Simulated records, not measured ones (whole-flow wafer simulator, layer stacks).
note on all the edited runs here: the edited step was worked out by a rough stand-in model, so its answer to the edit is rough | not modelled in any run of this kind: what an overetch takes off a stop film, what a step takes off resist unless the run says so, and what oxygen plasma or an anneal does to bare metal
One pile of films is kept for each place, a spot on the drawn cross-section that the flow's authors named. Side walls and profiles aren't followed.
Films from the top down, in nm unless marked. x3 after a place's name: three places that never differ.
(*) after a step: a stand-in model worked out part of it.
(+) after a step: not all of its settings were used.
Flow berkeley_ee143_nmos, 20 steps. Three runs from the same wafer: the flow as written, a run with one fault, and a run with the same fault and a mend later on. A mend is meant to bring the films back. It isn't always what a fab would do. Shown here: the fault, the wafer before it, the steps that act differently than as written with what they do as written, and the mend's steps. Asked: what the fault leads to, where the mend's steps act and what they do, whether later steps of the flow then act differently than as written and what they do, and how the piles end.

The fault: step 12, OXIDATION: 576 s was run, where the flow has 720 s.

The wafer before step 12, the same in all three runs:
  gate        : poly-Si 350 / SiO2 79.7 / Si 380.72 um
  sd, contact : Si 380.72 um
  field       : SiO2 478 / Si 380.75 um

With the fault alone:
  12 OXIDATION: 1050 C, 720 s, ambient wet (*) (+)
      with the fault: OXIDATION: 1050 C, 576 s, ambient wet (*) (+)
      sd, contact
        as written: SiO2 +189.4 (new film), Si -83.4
        with the fault: SiO2 +161.2 (new film), Si -70.9
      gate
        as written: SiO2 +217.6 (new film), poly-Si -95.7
        with the fault: SiO2 +187.6 (new film), poly-Si -82.5
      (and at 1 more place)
  Later steps of the flow that act differently than as written:
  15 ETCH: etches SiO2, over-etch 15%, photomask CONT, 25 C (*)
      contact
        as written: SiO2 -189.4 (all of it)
        with the fault: SiO2 -161.2 (all of it)
  At the end the piles differ from the flow's by more than 2% or 0.5 nm, whichever is larger, at gate, sd, field.
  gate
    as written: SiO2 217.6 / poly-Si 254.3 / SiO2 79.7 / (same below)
    with the fault: SiO2 187.6 / poly-Si 267.5 / SiO2 79.7 / (same below)
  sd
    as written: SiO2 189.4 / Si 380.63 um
    with the fault: SiO2 161.2 / Si 380.65 um
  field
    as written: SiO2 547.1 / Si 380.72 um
    with the fault: SiO2 533.8 / Si 380.72 um

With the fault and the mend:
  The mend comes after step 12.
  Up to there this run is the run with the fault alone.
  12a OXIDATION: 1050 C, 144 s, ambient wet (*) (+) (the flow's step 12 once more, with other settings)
      sd, contact
        SiO2 +28.3, Si -12.4
      gate
        SiO2 +30, poly-Si -13.2
      field
        SiO2 +13.3, Si -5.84
  No later step of the flow acts differently than as written at any place that is followed.
  At the end the piles are the same as the flow's at every place that both follow.
